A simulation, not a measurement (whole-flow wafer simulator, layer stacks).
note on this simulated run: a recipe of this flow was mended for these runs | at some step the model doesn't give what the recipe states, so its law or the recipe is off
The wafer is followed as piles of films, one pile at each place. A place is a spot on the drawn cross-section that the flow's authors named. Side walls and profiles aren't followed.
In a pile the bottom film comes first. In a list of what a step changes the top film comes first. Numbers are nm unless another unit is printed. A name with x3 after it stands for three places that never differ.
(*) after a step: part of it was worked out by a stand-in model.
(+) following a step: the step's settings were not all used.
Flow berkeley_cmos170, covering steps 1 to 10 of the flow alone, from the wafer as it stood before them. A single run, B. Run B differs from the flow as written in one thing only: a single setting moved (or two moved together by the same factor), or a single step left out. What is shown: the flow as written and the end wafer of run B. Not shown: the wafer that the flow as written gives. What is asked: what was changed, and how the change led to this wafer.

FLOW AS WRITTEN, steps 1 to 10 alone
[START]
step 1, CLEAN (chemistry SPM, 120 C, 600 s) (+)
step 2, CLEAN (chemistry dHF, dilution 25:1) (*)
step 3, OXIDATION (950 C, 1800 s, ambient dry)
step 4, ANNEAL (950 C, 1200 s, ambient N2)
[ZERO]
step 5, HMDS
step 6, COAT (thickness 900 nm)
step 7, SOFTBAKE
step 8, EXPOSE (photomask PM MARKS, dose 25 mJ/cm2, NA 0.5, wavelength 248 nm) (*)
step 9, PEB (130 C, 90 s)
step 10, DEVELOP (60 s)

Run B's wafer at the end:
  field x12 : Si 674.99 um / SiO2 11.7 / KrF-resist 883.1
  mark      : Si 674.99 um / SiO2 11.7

The reason: step 3, OXIDATION: 720 s was run, whereas the flow has 1800 s.

Step by step, how the change led to this:
  step 3, OXIDATION (950 C, 1800 s, ambient dry)
      field x12, mark: SiO2 gains 11.7 (new film), Si loses 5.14 (it would be, as written: SiO2 gains 20.4 (new film), Si loses 8.98)
